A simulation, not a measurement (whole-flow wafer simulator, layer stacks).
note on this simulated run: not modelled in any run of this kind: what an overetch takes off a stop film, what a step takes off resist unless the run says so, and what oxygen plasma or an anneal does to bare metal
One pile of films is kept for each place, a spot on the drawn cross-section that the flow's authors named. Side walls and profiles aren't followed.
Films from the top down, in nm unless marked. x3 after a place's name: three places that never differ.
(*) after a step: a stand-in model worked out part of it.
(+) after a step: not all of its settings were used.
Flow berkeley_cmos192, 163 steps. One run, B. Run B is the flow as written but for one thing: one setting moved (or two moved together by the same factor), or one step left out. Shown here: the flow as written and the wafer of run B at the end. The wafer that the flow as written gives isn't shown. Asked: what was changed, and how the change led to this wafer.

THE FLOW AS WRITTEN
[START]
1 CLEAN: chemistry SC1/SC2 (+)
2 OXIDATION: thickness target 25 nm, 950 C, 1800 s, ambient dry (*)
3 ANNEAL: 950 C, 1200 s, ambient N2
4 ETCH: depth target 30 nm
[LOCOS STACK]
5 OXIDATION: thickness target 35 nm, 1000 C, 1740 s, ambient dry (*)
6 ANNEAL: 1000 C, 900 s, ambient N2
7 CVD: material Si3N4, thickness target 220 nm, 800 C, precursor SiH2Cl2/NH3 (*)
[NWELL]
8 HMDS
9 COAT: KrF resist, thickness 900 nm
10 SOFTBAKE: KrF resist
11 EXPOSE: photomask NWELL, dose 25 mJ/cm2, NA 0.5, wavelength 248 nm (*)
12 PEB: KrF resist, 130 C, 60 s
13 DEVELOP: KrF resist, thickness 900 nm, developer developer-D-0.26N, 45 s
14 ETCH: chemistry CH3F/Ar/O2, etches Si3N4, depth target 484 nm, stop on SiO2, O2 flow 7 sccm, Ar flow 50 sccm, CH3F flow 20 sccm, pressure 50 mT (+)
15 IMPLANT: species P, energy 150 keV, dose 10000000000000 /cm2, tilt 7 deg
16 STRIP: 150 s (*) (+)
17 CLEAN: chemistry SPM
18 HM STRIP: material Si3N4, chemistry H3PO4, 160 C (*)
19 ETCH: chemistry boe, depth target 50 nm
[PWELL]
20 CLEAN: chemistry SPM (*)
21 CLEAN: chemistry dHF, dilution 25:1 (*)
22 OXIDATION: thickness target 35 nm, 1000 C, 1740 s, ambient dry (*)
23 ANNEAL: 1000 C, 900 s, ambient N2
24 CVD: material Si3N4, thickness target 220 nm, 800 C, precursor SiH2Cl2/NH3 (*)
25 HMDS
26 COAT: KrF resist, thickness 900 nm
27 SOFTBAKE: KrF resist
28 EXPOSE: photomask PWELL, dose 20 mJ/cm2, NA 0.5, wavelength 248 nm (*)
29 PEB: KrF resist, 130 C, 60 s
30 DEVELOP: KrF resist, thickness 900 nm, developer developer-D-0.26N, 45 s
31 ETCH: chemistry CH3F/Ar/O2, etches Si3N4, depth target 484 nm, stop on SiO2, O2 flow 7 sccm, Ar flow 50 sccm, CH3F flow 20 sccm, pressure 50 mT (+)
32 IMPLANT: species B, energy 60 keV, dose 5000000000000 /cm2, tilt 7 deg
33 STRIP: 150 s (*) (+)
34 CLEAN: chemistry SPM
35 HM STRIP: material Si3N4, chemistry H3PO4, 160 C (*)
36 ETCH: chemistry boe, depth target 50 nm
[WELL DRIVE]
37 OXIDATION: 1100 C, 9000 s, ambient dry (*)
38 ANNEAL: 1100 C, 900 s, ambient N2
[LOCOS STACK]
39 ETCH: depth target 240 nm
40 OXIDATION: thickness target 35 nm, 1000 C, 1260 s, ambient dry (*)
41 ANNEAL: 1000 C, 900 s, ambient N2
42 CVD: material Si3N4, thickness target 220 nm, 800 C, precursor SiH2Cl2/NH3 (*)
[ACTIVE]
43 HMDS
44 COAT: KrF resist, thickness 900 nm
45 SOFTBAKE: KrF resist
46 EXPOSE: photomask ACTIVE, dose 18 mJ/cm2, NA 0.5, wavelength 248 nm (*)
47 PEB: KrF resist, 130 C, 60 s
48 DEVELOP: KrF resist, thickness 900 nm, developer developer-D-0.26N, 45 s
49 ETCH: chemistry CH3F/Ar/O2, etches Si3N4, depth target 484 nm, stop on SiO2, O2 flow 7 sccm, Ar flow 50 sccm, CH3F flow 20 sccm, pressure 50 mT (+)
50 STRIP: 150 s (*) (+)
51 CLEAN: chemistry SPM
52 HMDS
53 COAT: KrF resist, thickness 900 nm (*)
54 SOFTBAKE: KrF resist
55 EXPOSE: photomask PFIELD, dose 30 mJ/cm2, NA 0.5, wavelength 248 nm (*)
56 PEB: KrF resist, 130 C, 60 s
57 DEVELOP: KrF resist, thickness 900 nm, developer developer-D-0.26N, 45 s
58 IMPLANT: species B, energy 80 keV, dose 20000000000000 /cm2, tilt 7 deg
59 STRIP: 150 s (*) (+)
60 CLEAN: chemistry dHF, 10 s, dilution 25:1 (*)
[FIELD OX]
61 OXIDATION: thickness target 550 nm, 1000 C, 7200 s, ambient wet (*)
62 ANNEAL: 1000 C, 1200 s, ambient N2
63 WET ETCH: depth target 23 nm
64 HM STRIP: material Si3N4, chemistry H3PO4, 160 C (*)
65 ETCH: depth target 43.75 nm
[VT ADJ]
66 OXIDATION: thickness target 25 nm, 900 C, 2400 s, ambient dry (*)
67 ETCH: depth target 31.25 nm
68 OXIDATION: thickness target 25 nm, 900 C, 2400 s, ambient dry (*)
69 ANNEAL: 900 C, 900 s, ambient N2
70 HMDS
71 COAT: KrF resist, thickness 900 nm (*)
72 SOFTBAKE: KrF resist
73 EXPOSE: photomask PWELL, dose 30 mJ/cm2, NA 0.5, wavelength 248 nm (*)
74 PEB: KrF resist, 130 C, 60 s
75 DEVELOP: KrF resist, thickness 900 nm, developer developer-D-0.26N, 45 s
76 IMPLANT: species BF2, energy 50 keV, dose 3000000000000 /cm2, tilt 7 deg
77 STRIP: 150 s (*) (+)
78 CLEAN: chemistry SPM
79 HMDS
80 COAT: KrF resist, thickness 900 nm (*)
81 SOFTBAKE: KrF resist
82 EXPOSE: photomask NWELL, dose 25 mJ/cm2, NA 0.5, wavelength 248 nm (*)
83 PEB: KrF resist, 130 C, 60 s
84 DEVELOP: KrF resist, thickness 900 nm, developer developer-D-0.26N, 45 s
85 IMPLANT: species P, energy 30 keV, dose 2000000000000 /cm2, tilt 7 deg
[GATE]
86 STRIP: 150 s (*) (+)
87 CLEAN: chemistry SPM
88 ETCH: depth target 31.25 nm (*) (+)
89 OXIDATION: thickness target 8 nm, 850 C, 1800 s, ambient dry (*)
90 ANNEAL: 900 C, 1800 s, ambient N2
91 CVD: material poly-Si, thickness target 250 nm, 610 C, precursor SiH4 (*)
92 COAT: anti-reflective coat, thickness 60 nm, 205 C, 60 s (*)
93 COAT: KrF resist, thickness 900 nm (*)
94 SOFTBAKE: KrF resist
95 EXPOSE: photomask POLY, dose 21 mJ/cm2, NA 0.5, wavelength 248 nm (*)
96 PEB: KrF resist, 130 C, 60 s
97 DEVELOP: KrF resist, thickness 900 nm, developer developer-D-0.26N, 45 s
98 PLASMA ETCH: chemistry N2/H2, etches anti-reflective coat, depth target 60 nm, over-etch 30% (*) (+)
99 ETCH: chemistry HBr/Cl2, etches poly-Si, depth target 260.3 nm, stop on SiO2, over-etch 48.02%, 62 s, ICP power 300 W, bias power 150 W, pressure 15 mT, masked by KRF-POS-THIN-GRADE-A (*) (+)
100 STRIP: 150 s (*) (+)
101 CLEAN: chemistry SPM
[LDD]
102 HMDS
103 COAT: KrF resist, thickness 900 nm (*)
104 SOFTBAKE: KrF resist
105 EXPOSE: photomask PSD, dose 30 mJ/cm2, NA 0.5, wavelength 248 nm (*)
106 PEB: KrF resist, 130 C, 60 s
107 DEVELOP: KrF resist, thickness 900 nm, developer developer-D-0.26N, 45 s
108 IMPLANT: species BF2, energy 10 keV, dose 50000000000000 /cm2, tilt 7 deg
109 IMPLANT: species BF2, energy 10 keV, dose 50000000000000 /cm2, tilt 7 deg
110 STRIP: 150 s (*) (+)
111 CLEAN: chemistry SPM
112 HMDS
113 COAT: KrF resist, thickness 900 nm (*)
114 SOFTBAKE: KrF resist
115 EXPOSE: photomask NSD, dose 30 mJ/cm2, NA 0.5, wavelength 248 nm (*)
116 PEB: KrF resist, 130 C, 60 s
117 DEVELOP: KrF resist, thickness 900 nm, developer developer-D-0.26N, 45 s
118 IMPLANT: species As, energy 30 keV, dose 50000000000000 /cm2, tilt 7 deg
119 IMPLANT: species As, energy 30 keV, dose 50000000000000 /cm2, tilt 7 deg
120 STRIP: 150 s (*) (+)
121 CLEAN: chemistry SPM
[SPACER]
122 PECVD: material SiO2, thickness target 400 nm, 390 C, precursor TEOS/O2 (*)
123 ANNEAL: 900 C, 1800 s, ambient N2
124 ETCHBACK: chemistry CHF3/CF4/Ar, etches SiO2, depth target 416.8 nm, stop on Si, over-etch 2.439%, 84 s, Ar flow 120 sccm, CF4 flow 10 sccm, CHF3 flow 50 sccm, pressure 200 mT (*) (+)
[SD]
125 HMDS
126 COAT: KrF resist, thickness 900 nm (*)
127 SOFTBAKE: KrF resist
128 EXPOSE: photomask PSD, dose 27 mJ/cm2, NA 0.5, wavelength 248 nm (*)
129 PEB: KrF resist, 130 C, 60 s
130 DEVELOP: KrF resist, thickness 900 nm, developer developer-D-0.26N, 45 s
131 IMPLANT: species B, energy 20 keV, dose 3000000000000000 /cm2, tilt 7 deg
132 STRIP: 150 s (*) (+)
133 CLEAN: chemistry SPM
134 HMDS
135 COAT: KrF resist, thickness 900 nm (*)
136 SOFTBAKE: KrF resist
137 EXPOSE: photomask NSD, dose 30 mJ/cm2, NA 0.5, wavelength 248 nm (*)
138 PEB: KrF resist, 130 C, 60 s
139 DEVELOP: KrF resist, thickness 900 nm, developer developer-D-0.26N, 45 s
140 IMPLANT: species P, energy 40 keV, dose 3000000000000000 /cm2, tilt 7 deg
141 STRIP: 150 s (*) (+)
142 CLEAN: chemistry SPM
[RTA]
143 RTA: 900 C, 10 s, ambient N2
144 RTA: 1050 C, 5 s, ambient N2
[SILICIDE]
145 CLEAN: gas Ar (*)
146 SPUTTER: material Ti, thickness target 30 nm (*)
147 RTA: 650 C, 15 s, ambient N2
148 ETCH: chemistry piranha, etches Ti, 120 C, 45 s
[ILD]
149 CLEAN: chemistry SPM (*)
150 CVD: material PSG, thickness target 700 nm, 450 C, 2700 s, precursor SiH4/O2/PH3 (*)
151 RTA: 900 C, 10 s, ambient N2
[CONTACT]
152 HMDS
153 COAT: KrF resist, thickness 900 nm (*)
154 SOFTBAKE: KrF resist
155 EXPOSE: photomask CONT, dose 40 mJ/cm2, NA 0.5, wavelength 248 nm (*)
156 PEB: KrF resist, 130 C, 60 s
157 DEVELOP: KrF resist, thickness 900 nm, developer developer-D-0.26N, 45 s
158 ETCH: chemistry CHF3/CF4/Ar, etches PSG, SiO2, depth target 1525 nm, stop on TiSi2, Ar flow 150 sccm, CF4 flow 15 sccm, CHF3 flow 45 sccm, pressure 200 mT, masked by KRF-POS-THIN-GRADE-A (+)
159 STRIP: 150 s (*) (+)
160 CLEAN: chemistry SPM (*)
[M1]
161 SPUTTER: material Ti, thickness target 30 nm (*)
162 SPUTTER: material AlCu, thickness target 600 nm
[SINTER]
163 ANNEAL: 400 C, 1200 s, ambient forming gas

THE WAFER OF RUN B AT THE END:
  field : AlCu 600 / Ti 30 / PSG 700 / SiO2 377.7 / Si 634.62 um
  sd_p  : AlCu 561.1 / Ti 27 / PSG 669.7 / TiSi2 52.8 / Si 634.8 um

The cause: step 65, ETCH: depth target 61.25 nm was run, where the flow has depth target 43.75 nm.

How the change led to this, step by step:
  65 ETCH: depth target 43.75 nm
      field: SiO2 -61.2 (as written it would be: SiO2 -43.8)
  92 COAT: anti-reflective coat, thickness 60 nm, 205 C, 60 s (*)
      sd_n: anti-reflective coat +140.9 (new film) (as written it would be: anti-reflective coat +152.4 (new film))
      spacer_n: anti-reflective coat +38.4 (new film) (as written it would be: anti-reflective coat +33.8 (new film))
      (and at 6 more places)
  98 PLASMA ETCH: chemistry N2/H2, etches anti-reflective coat, depth target 60 nm, over-etch 30% (*) (+)
      sd_n: anti-reflective coat -140.9 (all of it), poly-Si -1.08 (as written it would be: anti-reflective coat -152.4 (all of it), poly-Si -1.17)
      spacer_n: anti-reflective coat -38.4 (all of it), poly-Si -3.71 (as written it would be: anti-reflective coat -33.8 (all of it), poly-Si -4.21)
      (and at 4 more places)
  100 STRIP: 150 s (*) (+)
      gate: chemical SiO2 +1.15 (new film), KrF resist -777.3 (all of it), anti-reflective coat -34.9 (all of it), poly-Si -0.51 (as written it would be: chemical SiO2 +1.15 (new film), KrF resist -791.8 (all of it), anti-reflective coat -30 (all of it), poly-Si -0.51)
      gate_p: chemical SiO2 +1.15 (new film), KrF resist -755.1 (all of it), anti-reflective coat -34.8 (all of it), poly-Si -0.51 (as written it would be: chemical SiO2 +1.15 (new film), KrF resist -765.1 (all of it), anti-reflective coat -31 (all of it), poly-Si -0.51)
  147 RTA: 650 C, 15 s, ambient N2
      sd_p: Ti -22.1, TiSi first +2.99 (new film), TiSi2 C49 +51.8 (new film), Si -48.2 (as written it would be: Ti -21.9, TiSi first +2.35 (new film), TiSi2 C49 +52.1 (new film), Si -48.1)
  151 RTA: 900 C, 10 s, ambient N2
      sd_p: under 1 film: TiSi2 +52.8 (new film), TiSi first -2.89 (all of it), TiSi2 C49 -51.8 (all of it), Si -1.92 (as written it would be: under 1 film: TiSi2 +52.2 (new film), TiSi first -2.25 (all of it), TiSi2 C49 -52.1 (all of it), Si -1.5)
